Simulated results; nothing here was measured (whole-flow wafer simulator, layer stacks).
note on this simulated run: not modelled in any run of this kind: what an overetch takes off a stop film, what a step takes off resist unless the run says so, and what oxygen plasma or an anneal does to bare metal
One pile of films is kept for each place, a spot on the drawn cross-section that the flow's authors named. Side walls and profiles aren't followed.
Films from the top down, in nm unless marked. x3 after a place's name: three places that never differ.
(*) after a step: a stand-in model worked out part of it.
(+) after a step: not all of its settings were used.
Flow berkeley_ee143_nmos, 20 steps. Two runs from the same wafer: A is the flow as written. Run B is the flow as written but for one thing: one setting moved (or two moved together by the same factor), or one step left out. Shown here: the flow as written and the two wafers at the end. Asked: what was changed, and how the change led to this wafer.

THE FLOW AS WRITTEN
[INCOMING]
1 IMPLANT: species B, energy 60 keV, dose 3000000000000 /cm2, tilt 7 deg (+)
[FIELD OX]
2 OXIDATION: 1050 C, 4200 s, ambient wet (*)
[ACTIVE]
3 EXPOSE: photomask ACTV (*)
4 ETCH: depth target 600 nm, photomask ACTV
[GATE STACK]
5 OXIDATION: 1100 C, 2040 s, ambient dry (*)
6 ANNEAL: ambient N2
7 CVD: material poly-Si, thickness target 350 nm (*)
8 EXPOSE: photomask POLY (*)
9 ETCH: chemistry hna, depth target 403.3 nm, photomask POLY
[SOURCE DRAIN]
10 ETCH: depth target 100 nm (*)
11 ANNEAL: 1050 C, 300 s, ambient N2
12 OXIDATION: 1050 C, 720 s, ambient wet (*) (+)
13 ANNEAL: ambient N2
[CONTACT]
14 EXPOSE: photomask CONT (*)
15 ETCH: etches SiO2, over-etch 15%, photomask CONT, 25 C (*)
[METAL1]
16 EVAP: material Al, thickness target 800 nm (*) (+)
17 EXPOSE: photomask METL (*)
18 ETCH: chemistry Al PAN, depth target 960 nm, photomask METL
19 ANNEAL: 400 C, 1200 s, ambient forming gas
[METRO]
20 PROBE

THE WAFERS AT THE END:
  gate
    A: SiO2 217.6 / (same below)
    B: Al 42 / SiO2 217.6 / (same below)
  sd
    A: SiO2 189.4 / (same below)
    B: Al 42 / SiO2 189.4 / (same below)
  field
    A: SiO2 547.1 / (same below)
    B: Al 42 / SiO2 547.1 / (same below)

The cause: step 18, ETCH: depth target 758 nm was run, where the flow has depth target 960 nm.

How the change led to this, step by step:
  18 ETCH: chemistry Al PAN, depth target 960 nm, photomask METL
      gate, sd, field: A Al -800 (all of it) | B Al -758
Counting metal films that touch as one body, gate has 1 body; the flow as written gives 0 bodies.
Counting metal films that touch as one body, sd has 1 body; the flow as written gives 0 bodies.
Counting metal films that touch as one body, field has 1 body; the flow as written gives 0 bodies.
